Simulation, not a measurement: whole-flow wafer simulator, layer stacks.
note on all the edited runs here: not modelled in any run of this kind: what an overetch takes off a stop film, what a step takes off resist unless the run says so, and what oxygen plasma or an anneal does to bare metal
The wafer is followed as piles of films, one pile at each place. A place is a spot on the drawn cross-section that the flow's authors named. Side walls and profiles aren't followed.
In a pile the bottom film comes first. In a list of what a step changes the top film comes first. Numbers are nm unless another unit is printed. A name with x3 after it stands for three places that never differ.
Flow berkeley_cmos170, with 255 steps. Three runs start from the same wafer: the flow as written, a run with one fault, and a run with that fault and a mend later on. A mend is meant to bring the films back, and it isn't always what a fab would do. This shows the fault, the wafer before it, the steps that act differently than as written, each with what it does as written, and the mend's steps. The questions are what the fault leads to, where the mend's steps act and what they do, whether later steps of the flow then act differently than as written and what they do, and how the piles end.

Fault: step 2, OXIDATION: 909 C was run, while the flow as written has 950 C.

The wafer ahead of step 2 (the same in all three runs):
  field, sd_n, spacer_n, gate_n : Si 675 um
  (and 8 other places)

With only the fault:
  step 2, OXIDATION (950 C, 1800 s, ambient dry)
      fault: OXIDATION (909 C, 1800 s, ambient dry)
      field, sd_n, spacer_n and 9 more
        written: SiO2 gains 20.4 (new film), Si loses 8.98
        fault: SiO2 gains 13.6 (new film), Si loses 5.98
  Steps further on in the flow that do not act as written:
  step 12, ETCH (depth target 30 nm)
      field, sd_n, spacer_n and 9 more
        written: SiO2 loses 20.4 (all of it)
        fault: SiO2 loses 13.6 (all of it)
  When the end is reached, the piles differ only a little from the flow's at the places that both follow, at most by 2% or 0.5 nm, whichever is larger.

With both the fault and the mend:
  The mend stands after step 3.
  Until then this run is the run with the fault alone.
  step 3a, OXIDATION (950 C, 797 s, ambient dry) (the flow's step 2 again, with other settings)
      field, sd_n, spacer_n and 9 more
        SiO2 gains 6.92, Si loses 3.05
  Every later step of the flow that is run acts as written, at every place that is followed, to within 2% or 0.5 nm, whichever is larger.
  By the end, the piles equal the flow's at every place that both follow.
